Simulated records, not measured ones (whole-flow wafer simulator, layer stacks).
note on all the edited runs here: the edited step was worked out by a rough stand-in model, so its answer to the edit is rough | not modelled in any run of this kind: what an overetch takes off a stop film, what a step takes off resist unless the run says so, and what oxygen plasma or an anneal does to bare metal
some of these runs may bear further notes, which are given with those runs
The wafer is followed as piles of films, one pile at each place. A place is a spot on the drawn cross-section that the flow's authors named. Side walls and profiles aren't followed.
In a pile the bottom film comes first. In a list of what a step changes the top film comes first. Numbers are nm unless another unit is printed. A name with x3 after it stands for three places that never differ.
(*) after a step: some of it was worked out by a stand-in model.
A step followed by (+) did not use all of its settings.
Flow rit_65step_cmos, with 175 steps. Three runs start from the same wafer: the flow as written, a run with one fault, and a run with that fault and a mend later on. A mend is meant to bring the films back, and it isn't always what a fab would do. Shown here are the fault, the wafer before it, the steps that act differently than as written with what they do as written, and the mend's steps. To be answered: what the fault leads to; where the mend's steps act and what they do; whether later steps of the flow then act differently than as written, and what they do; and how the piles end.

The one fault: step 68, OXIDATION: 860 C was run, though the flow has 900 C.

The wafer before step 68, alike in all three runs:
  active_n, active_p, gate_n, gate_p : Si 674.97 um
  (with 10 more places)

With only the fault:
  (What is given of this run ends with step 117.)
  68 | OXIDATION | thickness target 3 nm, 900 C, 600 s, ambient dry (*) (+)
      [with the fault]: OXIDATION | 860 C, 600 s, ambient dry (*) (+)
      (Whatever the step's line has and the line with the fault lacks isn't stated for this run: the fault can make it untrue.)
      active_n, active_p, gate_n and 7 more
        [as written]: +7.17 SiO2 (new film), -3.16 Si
        [with the fault]: +3 SiO2 (new film), -1.32 Si
  Steps further on in the flow that do not act as written (14 more steps, not shown, differ only slightly: by at most 2% or 0.5 nm, whichever is larger):
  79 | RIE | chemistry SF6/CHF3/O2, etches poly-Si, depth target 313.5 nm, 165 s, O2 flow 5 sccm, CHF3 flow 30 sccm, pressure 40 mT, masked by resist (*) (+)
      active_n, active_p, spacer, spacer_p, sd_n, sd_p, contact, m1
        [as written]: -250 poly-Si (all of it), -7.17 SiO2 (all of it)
        [with the fault]: -250 poly-Si (all of it), -3 SiO2 (all of it)
  Once step 117 is done, the piles at gate_n, gate_p depart from the flow's by more than 2% or 0.5 nm, whichever is larger.
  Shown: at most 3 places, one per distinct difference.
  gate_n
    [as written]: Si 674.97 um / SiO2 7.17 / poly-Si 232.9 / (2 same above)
    [with the fault]: Si 674.97 um / SiO2 3 / poly-Si 232.9 / (2 same above)

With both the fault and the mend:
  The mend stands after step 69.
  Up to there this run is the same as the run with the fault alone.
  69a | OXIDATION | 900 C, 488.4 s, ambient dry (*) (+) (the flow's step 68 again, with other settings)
      active_n, active_p, gate_n and 7 more
        +4 SiO2, -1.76 Si
  None of the later steps of the flow differs from how it acts as written, at any place that is followed, by more than 2% or 0.5 nm, whichever is larger.
  At the end the piles are close to the flow's at the places that both follow, differing by at most 2% or 0.5 nm, whichever is larger.
